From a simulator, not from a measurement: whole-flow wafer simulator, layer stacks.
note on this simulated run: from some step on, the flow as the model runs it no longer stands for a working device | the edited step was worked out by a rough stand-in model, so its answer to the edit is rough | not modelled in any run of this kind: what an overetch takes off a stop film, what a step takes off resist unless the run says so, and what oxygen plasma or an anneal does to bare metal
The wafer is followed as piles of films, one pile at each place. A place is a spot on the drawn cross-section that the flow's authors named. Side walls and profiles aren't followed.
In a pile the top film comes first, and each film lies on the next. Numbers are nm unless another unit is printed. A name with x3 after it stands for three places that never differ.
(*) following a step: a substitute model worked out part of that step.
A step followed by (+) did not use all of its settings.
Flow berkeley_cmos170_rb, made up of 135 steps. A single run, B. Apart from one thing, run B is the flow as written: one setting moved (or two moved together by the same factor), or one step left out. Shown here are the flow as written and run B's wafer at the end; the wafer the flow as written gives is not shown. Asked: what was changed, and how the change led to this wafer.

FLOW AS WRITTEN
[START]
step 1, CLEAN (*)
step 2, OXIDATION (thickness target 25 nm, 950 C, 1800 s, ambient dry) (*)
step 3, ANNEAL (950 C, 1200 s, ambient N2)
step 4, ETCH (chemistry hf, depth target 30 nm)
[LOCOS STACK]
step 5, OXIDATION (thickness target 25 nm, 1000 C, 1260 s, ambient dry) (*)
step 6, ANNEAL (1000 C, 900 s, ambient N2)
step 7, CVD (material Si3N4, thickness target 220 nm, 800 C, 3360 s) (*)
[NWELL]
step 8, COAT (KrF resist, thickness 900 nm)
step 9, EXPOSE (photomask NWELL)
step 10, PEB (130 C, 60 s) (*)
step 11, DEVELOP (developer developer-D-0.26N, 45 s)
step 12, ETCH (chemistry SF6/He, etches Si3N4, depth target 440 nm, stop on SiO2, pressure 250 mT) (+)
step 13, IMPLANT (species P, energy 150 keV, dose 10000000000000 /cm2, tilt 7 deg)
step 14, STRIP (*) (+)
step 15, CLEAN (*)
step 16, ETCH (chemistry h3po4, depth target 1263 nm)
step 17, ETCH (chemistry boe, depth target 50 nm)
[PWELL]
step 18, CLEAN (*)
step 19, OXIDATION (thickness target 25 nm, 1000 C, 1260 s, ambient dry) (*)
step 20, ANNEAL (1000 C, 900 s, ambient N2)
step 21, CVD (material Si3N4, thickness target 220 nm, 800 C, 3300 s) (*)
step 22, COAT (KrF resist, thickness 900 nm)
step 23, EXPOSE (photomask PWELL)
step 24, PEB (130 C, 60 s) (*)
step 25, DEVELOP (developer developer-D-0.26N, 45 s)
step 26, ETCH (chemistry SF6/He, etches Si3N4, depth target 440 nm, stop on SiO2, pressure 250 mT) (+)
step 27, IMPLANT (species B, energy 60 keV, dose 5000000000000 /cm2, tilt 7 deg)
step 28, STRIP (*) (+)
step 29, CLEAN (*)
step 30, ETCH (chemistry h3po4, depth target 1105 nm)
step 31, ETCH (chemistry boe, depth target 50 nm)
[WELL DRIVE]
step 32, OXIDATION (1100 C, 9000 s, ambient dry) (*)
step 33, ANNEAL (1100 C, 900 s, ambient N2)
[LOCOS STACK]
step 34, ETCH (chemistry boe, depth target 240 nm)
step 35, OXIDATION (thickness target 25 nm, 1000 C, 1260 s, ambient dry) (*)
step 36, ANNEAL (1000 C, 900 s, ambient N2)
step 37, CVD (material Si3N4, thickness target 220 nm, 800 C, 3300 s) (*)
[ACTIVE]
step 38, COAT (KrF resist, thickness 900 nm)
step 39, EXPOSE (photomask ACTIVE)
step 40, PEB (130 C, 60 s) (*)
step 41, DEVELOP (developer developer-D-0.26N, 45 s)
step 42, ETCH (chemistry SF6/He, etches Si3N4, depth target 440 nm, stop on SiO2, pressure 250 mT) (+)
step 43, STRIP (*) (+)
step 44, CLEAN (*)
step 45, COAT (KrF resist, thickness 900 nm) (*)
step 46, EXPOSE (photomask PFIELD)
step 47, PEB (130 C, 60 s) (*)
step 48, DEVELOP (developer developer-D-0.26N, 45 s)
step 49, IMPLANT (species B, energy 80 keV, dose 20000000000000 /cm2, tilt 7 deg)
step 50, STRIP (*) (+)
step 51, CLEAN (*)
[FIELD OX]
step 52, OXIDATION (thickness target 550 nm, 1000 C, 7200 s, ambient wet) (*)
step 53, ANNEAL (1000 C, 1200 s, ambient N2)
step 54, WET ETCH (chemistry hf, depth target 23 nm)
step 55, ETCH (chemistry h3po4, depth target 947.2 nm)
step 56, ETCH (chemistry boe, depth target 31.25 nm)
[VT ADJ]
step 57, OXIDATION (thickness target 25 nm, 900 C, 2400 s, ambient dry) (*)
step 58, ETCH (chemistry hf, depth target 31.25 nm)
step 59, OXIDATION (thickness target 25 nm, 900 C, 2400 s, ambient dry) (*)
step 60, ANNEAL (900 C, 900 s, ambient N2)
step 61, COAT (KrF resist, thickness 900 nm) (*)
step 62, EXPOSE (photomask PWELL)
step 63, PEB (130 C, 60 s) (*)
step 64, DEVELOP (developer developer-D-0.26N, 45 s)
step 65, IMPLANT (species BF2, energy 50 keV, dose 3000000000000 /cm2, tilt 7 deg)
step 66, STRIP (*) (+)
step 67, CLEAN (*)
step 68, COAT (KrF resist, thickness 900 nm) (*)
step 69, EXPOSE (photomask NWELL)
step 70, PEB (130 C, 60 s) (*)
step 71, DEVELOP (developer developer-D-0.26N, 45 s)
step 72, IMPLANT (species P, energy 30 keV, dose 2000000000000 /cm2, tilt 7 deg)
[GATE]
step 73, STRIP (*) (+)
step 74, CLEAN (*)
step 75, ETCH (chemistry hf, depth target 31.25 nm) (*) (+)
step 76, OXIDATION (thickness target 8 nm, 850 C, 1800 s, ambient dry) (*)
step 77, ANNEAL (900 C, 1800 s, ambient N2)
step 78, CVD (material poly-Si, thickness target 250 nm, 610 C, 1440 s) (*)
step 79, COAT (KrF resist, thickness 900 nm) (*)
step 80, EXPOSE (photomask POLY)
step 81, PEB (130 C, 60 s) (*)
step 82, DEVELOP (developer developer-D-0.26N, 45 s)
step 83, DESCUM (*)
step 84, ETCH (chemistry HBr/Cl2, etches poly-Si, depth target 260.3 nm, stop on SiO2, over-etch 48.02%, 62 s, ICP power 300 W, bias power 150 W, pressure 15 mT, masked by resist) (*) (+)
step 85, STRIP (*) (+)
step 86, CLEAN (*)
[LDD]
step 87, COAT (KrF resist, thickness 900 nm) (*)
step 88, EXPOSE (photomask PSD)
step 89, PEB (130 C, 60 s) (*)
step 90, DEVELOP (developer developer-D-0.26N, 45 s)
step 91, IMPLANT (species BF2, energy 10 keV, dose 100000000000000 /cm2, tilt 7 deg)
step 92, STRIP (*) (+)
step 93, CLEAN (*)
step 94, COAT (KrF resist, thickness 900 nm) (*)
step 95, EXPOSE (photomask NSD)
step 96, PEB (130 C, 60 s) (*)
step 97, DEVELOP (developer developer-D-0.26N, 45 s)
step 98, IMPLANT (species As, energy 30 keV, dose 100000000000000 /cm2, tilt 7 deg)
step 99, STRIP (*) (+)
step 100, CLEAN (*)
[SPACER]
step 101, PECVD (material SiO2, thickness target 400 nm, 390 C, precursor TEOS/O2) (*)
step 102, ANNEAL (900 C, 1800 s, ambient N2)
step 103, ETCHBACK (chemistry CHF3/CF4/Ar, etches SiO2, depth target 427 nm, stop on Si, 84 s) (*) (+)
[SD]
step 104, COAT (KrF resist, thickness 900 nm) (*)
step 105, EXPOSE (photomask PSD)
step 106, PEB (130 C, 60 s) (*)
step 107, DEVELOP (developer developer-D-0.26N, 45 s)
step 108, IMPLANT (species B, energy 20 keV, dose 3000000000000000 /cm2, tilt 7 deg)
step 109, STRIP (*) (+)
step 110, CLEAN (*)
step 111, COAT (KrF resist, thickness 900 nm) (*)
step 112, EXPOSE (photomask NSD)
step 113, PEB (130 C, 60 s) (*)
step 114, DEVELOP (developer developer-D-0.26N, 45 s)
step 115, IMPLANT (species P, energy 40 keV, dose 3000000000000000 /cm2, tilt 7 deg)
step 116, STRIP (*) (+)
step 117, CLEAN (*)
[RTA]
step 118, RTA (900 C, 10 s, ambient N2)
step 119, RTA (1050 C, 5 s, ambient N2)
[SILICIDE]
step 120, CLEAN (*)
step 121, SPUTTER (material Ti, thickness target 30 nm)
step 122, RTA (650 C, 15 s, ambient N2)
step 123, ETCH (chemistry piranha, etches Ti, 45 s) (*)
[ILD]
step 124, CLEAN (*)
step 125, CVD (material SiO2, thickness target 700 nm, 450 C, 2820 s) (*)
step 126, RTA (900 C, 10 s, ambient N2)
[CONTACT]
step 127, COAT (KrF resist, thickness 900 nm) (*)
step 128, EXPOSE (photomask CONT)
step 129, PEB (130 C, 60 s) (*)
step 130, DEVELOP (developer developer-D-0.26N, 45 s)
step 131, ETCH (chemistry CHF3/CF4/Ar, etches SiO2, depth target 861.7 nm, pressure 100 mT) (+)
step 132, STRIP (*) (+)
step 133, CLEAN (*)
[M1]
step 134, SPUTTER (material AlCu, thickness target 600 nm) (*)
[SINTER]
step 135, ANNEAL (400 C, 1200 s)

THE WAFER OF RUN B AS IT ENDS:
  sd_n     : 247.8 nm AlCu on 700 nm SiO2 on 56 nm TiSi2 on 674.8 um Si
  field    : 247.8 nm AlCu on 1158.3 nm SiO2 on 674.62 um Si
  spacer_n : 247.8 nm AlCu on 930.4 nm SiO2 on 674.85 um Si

What caused this: step 134, SPUTTER: thickness target 247.8 nm was run, while the flow as written has thickness target 600 nm.
The wafer lets one read it off: sd_n has AlCu 247.8, and step 134 as written asks for 600 nm.

The path from the change to this, step by step:
  step 134, SPUTTER (material AlCu, thickness target 600 nm) (*)
      field, sd_n, spacer_n, gate, spacer_p, gate_p, m1: AlCu gains 247.8 (new film) (it would be, as written: AlCu gains 600 (new film))
      sd_p: AlCu gains 220.4 (new film) (it would be, as written: AlCu gains 545.9 (new film))
      (as well as at 1 more place)
